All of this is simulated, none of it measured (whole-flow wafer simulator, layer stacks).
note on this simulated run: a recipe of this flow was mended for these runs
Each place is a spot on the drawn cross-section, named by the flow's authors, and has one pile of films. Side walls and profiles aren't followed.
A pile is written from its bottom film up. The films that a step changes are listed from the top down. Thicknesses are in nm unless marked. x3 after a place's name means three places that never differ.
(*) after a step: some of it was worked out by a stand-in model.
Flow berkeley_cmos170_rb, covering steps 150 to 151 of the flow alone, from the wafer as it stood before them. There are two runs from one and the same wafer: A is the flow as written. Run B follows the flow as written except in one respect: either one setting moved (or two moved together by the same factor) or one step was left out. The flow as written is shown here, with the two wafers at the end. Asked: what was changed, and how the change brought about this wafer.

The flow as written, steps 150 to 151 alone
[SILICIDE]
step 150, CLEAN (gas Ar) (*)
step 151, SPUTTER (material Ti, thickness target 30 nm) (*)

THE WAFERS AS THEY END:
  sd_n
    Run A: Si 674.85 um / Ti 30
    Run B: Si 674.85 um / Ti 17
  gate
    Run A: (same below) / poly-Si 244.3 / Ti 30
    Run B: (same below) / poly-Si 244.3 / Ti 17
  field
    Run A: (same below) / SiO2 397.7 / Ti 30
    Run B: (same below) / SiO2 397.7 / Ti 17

Cause: step 151, SPUTTER: thickness target 17 nm was run, whereas the flow has thickness target 30 nm.
The wafer itself shows it: sd_n has Ti 17, and step 151 as written asks for 30 nm.

How this came from the change, step by step:
  step 151, SPUTTER (material Ti, thickness target 30 nm) (*)
      field, sd_n, spacer_n, gate, spacer_p, gate_p, contact, m1: A +30 Ti (new film) | B +17 Ti (new film)
      sd_p: A +27.9 Ti (new film) | B +15.8 Ti (new film)
